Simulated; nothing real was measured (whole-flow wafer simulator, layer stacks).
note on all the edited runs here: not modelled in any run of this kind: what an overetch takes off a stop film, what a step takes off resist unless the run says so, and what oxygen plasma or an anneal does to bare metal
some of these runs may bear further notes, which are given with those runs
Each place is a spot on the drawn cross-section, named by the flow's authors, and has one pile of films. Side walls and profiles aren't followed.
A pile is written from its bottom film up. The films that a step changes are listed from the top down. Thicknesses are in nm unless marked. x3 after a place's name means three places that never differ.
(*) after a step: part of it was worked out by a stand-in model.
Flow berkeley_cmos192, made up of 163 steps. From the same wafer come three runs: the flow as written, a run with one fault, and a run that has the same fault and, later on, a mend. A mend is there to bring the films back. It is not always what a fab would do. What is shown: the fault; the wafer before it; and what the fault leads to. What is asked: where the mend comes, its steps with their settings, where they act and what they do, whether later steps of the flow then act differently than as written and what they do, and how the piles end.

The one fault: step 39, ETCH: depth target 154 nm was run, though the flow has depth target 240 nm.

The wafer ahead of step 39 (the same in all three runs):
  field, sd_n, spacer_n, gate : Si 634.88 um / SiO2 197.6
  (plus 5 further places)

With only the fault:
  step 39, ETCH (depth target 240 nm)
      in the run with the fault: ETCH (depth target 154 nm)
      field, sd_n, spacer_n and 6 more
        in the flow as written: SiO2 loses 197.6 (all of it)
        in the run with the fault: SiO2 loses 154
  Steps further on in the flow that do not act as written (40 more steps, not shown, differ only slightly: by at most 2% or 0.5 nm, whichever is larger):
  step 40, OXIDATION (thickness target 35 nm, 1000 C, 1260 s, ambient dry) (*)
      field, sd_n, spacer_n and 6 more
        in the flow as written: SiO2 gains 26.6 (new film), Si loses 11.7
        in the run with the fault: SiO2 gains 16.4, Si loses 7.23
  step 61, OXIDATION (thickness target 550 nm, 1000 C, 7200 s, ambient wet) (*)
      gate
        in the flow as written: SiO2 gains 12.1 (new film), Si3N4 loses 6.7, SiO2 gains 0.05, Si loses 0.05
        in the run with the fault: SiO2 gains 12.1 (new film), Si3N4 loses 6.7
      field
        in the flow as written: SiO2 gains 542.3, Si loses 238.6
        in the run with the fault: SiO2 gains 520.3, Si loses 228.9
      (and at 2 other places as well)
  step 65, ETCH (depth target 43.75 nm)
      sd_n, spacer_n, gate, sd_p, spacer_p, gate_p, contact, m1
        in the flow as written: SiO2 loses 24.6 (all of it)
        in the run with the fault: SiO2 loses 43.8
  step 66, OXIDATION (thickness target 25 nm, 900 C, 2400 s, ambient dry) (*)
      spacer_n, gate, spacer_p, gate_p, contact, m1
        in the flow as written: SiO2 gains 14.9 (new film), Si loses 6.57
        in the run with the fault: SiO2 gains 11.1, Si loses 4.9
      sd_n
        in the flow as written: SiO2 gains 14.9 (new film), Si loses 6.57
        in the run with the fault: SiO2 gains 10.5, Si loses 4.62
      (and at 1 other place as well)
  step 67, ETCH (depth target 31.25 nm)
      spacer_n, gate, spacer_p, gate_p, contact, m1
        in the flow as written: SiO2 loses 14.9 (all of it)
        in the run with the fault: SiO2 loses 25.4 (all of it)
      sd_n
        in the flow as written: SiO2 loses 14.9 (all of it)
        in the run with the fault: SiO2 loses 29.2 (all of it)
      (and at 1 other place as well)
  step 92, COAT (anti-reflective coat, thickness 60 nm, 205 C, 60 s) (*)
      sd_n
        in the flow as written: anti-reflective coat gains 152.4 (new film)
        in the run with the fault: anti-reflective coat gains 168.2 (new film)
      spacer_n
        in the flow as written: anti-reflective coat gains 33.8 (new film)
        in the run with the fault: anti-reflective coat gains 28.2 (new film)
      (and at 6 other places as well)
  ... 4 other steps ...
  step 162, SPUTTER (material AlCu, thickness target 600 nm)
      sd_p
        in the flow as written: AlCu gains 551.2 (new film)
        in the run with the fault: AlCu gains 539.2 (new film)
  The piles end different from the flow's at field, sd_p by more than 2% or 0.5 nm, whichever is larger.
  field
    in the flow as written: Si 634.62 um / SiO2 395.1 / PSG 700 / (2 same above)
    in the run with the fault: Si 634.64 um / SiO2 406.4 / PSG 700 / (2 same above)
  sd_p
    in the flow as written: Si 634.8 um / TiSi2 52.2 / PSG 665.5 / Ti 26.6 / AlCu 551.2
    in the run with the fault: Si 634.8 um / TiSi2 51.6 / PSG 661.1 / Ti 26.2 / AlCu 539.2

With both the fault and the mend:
  The mend stands after step 39.
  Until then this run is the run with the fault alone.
  step 39a, ETCH (depth target 86 nm) (the flow's step 39 again, with other settings)
      field, sd_n, spacer_n and 6 more
        SiO2 loses 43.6 (all of it)
  Later steps of the flow that are run all act as written at every place that is followed.
  By the end, the piles equal the flow's at every place that both follow.
